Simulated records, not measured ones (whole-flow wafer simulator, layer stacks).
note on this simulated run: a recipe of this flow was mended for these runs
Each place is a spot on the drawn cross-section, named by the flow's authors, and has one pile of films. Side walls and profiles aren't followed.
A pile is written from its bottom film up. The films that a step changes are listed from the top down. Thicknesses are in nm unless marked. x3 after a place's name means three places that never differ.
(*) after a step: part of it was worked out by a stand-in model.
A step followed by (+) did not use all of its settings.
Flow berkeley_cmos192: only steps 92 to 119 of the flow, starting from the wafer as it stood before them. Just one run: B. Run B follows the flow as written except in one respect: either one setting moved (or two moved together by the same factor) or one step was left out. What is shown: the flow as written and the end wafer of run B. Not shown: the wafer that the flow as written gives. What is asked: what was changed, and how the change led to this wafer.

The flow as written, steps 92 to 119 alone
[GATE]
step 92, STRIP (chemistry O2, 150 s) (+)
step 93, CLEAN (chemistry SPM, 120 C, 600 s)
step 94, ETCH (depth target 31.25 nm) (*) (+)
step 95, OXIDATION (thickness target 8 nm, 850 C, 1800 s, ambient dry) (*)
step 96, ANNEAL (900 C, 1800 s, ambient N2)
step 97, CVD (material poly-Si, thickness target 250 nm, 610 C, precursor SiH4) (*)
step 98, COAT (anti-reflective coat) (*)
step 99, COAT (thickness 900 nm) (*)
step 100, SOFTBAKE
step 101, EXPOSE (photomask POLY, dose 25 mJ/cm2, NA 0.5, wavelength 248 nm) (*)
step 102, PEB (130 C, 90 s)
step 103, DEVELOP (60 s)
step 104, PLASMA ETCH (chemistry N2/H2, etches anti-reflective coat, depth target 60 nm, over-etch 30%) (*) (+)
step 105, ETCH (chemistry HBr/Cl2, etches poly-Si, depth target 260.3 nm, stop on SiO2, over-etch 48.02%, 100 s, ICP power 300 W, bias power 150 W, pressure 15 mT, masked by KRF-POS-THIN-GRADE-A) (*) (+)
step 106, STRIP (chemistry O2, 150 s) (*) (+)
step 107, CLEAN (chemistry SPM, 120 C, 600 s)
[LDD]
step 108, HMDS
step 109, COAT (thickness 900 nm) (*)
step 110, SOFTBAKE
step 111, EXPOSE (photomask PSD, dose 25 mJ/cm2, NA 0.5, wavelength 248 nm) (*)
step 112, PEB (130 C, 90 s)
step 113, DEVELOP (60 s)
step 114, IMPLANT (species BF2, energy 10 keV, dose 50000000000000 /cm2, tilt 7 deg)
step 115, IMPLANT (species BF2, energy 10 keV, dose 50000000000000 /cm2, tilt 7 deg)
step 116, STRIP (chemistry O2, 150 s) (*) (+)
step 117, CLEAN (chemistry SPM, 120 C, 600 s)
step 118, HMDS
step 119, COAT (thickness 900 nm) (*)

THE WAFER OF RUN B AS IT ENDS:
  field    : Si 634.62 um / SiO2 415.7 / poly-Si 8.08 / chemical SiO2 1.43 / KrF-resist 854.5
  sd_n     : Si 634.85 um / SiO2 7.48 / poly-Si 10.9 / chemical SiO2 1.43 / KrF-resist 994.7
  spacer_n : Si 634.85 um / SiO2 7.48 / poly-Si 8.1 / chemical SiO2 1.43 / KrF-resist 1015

What caused this: step 97, CVD: thickness target 398 nm was run, whereas the flow has thickness target 250 nm.

How this came from the change, step by step:
  step 97, CVD (material poly-Si, thickness target 250 nm, 610 C, precursor SiH4) (*)
      field, sd_n, spacer_n and 6 more: poly-Si gains 398 (new film) (it would be, as written: poly-Si gains 250 (new film))
  step 98, COAT (anti-reflective coat) (*)
      field: anti-reflective coat gains 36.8 (new film) (it would be, as written: anti-reflective coat gains 35.6 (new film))
      sd_n: anti-reflective coat gains 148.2 (new film) (it would be, as written: anti-reflective coat gains 143.3 (new film))
      (and at 1 other place as well)
  step 104, PLASMA ETCH (chemistry N2/H2, etches anti-reflective coat, depth target 60 nm, over-etch 30%) (*) (+)
      field: anti-reflective coat loses 36.8 (all of it), poly-Si loses 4 (it would be, as written: anti-reflective coat loses 35.6 (all of it), poly-Si loses 3.86)
      sd_n: anti-reflective coat loses 148.2 (all of it), poly-Si loses 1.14 (it would be, as written: anti-reflective coat loses 143.3 (all of it), poly-Si loses 1.1)
      (and at 1 other place as well)
  step 105, ETCH (chemistry HBr/Cl2, etches poly-Si, depth target 260.3 nm, stop on SiO2, over-etch 48.02%, 100 s, ICP power 300 W, bias power 150 W, pressure 15 mT, masked by KRF-POS-THIN-GRADE-A) (*) (+)
      spacer_n, spacer_p: poly-Si loses 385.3 (it would be, as written: poly-Si loses 246.2 (all of it), SiO2 loses 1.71)
      field: poly-Si loses 385.3 (it would be, as written: poly-Si loses 246.1 (all of it), SiO2 loses 1.71)
      (and at 4 other places as well)
  step 106, STRIP (chemistry O2, 150 s) (*) (+)
      field, sd_n, spacer_n, sd_p, spacer_p, contact, m1: chemical SiO2 gains 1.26 (new film), poly-Si loses 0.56 (it would be, as written: nothing)
  step 109, COAT (thickness 900 nm) (*)
      spacer_n: KrF-resist gains 1015 (new film) (it would be, as written: KrF-resist gains 994 (new film))
      gate: KrF-resist gains 629.3 (new film) (it would be, as written: KrF-resist gains 743.5 (new film))
      (and at 2 other places as well)
  step 113, DEVELOP (60 s)
      spacer_p: KrF-resist loses 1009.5 (all of it) (it would be, as written: KrF-resist loses 988.7 (all of it))
      gate_p: KrF-resist loses 624.2 (all of it) (it would be, as written: KrF-resist loses 738.2 (all of it))
  step 116, STRIP (chemistry O2, 150 s) (*) (+)
      spacer_n: KrF-resist loses 997.7 (all of it), chemical SiO2 gains 0.16, poly-Si loses 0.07 (it would be, as written: KrF-resist loses 976.9 (all of it))
      gate: KrF-resist loses 613.1 (all of it), chemical SiO2 gains 0.2, poly-Si loses 0.09 (it would be, as written: KrF-resist loses 727 (all of it), chemical SiO2 gains 0.2, poly-Si loses 0.09)
  step 119, COAT (thickness 900 nm) (*)
      spacer_n: KrF-resist gains 1015 (new film) (it would be, as written: KrF-resist gains 994.1 (new film))
      gate: KrF-resist gains 629.4 (new film) (it would be, as written: KrF-resist gains 743.4 (new film))
      (and at 2 other places as well)
